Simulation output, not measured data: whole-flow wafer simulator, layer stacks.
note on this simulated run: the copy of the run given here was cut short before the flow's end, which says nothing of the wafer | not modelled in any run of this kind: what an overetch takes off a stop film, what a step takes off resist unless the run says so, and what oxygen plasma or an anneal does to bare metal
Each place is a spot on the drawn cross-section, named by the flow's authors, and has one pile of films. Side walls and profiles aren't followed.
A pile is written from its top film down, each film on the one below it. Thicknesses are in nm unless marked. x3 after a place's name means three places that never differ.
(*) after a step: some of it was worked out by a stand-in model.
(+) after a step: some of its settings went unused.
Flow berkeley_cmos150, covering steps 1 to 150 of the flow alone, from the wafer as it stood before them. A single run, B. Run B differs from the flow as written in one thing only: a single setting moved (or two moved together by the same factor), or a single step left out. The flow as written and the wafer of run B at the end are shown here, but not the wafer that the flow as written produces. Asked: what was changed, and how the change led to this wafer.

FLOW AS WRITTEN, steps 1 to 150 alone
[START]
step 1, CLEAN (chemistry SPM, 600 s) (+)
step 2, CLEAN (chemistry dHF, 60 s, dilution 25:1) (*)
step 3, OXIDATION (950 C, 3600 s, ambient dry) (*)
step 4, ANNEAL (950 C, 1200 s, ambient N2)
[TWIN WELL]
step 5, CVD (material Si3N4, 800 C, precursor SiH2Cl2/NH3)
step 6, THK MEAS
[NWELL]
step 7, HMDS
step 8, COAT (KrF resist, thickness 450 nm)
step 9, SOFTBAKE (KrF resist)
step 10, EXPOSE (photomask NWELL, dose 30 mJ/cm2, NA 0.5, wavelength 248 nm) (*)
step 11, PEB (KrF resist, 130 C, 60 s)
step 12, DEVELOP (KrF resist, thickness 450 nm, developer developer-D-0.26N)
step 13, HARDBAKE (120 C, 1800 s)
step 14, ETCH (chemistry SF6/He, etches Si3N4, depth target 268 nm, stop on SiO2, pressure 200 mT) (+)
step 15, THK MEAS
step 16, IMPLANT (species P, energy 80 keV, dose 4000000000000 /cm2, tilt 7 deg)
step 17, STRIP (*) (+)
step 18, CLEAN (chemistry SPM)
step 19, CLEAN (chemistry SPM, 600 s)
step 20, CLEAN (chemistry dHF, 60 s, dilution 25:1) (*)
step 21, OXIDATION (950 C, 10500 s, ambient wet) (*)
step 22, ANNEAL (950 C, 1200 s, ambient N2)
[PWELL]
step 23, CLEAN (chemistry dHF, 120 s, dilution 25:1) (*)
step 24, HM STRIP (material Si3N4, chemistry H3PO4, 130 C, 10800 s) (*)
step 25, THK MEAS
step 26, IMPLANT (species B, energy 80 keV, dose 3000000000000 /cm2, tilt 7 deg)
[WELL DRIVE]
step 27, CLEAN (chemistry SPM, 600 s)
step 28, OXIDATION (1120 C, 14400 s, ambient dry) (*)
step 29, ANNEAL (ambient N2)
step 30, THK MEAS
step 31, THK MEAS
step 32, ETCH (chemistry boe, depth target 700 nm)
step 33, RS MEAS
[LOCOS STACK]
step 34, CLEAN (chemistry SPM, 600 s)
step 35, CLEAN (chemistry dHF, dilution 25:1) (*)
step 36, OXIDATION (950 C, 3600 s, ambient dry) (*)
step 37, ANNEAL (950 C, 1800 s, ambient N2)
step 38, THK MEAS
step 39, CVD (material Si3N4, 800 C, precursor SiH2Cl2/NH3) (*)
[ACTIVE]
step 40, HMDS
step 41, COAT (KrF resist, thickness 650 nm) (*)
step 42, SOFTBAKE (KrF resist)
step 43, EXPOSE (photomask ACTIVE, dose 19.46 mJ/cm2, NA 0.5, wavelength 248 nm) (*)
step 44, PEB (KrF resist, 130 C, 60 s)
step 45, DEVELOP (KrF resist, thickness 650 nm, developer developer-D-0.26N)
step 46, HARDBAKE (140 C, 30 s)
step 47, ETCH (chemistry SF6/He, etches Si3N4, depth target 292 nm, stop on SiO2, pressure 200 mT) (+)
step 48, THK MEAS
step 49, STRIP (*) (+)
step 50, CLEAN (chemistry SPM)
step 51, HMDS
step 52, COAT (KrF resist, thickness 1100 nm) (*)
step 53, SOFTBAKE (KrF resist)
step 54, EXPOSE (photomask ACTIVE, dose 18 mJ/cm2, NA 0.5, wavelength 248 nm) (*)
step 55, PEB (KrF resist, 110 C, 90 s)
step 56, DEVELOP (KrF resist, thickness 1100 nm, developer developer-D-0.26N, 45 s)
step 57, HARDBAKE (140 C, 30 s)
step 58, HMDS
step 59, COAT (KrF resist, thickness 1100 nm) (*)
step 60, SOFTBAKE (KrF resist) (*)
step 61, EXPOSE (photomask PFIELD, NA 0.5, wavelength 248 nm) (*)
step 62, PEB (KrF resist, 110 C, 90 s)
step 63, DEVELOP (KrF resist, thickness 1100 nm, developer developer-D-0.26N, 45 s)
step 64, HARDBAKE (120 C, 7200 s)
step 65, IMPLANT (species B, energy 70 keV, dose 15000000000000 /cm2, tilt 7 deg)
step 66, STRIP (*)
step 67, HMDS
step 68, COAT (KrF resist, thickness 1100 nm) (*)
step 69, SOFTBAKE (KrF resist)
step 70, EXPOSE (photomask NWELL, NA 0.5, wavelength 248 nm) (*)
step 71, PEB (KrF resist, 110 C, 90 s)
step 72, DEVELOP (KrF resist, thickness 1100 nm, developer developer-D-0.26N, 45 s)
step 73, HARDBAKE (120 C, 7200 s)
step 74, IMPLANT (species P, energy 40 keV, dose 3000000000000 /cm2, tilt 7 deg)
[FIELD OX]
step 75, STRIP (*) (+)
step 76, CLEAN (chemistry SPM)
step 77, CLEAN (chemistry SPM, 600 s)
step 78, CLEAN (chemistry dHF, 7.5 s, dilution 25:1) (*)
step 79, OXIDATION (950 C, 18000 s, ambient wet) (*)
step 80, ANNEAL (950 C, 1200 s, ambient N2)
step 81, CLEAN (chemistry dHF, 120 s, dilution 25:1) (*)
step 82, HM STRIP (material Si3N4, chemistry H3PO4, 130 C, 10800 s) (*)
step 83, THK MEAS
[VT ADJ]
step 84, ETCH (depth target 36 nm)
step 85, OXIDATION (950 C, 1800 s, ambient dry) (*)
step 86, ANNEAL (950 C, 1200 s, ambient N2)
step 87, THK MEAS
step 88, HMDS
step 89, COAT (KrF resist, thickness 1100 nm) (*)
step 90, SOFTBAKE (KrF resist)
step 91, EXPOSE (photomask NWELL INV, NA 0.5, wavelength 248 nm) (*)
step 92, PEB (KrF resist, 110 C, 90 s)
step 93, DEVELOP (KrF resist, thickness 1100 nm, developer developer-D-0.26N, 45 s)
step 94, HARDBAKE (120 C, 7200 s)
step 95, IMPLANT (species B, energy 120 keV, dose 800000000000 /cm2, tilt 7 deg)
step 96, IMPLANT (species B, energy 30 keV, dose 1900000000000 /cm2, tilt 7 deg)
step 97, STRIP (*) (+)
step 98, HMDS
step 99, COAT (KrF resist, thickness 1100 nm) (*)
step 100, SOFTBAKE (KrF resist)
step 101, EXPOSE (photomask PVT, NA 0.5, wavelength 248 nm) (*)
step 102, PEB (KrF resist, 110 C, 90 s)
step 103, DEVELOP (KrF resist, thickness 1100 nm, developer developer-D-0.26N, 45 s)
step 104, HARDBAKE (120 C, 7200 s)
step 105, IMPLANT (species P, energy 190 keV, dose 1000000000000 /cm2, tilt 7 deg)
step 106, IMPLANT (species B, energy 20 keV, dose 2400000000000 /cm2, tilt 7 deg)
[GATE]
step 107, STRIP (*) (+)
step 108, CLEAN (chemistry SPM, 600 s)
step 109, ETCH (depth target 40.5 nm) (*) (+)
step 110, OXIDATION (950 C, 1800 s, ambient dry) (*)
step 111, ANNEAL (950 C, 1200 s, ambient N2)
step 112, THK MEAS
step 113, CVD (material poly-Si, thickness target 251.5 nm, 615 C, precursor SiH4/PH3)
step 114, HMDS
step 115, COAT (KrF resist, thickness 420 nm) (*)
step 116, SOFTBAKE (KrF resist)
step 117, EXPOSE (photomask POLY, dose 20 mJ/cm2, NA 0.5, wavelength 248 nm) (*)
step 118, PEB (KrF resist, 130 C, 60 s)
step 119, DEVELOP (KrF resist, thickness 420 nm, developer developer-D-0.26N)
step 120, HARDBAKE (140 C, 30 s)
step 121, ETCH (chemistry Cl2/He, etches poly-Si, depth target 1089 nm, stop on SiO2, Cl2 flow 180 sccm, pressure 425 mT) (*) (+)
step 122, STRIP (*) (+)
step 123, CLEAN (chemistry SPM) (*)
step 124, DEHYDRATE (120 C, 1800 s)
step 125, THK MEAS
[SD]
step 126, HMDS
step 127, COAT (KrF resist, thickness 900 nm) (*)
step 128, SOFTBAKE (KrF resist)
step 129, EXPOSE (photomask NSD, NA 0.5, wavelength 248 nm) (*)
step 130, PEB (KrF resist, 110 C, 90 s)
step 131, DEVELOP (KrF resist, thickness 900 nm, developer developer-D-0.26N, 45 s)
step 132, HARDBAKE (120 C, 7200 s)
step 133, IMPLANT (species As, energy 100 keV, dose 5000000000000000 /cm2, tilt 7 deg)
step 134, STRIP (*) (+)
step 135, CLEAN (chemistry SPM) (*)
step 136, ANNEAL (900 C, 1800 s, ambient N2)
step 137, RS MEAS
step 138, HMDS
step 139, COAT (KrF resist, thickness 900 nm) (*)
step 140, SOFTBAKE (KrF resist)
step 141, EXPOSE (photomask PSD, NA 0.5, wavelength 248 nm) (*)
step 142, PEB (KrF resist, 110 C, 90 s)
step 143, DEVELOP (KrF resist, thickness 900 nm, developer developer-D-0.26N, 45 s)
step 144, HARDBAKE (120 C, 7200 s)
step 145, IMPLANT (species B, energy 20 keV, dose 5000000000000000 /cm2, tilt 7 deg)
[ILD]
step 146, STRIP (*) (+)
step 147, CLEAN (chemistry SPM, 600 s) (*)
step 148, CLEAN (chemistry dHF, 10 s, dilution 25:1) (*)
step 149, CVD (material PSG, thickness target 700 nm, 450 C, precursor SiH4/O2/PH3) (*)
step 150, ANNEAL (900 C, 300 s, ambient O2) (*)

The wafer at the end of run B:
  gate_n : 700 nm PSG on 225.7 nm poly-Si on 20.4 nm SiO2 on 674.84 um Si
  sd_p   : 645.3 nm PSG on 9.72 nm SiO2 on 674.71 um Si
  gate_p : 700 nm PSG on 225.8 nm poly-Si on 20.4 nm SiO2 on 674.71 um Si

The reason: step 113, CVD: thickness target 226.3 nm was run, though the flow has thickness target 251.5 nm.

Step by step, how the change led to this:
  step 113, CVD (material poly-Si, thickness target 251.5 nm, 615 C, precursor SiH4/PH3)
      field, field_p, sd_n, gate_n, sd_p, gate_p, contact, m1: poly-Si gains 226.3 (new film) (as written it would have been: poly-Si gains 251.5 (new film))
  step 121, ETCH (chemistry Cl2/He, etches poly-Si, depth target 1089 nm, stop on SiO2, Cl2 flow 180 sccm, pressure 425 mT) (*) (+)
      field, field_p, sd_n, sd_p, contact, m1: poly-Si loses 226.3 (all of it), SiO2 loses 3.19 (as written it would have been: poly-Si loses 251.5 (all of it), SiO2 loses 3.19)
      gate_n, gate_p: KrF resist loses 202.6 (as written it would have been: KrF resist loses 220.6)
  step 122, STRIP (*) (+)
      gate_n: chemical SiO2 gains 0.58 (new film), KrF resist loses 187.1 (all of it), poly-Si loses 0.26 (as written it would have been: chemical SiO2 gains 0.57 (new film), KrF resist loses 169.8 (all of it), poly-Si loses 0.25)
      gate_p: chemical SiO2 gains 0.58 (new film), KrF resist loses 223.5 (all of it), poly-Si loses 0.26 (as written it would have been: chemical SiO2 gains 0.57 (new film), KrF resist loses 206.4 (all of it), poly-Si loses 0.25)
  step 127, COAT (KrF resist, thickness 900 nm) (*)
      gate_n: KrF resist gains 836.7 (new film) (as written it would have been: KrF resist gains 819.9 (new film))
  step 131, DEVELOP (KrF resist, thickness 900 nm, developer developer-D-0.26N, 45 s)
      gate_n: KrF resist loses 831 (all of it) (as written it would have been: KrF resist loses 814.3 (all of it))
  step 139, COAT (KrF resist, thickness 900 nm) (*)
      gate_n: KrF resist gains 836.6 (new film) (as written it would have been: KrF resist gains 819.8 (new film))
  step 146, STRIP (*) (+)
      gate_n: KrF resist loses 804.4 (all of it), chemical SiO2 gains 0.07, poly-Si loses 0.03 (as written it would have been: KrF resist loses 788 (all of it), chemical SiO2 gains 0.07, poly-Si loses 0.03)
